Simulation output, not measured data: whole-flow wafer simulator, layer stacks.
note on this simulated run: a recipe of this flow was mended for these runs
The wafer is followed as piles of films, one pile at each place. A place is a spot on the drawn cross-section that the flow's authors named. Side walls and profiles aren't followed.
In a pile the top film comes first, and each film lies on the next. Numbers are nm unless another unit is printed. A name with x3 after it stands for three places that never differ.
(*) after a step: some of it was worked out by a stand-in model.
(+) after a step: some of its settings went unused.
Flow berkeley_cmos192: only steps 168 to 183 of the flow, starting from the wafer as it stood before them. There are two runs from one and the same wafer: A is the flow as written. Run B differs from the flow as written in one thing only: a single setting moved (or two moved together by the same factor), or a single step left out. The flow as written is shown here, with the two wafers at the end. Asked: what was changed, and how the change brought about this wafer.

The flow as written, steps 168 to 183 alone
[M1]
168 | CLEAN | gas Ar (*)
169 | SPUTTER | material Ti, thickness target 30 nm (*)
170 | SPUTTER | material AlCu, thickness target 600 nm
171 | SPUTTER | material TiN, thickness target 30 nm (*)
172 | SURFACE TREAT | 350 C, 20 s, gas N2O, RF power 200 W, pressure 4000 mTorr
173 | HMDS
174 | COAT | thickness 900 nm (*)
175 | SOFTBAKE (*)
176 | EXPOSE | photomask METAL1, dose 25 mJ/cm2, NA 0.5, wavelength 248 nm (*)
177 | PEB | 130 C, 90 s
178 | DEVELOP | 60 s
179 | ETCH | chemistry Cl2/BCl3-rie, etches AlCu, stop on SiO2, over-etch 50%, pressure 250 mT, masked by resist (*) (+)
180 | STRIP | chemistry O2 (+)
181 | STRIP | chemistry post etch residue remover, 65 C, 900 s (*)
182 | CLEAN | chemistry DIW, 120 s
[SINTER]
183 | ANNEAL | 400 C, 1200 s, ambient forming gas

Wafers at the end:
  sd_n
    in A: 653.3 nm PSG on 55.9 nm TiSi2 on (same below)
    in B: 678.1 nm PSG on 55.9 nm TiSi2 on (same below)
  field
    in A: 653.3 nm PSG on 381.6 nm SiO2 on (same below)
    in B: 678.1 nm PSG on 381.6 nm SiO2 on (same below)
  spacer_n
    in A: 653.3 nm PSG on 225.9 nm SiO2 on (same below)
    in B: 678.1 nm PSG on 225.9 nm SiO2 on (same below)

The reason: step 179, ETCH: over-etch 20% was run, though the flow has over-etch 50%.

Step by step, how the change led to this:
  179 | ETCH | chemistry Cl2/BCl3-rie, etches AlCu, stop on SiO2, over-etch 50%, pressure 250 mT, masked by resist (*) (+)
      field, sd_n, spacer_n, gate, spacer_p, gate_p: A -30 TiN (all of it), -600 AlCu (all of it), -30 Ti (all of it), -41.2 PSG | B -30 TiN (all of it), -600 AlCu (all of it), -30 Ti (all of it), -16.5 PSG
      contact, m1: A -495 KrF-resist | B -396 KrF-resist
      (also at 1 further place)
  180 | STRIP | chemistry O2 (+)
      contact: A -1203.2 KrF-resist (all of it) | B -1302.2 KrF-resist (all of it)
      m1: A -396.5 KrF-resist (all of it) | B -495.5 KrF-resist (all of it)
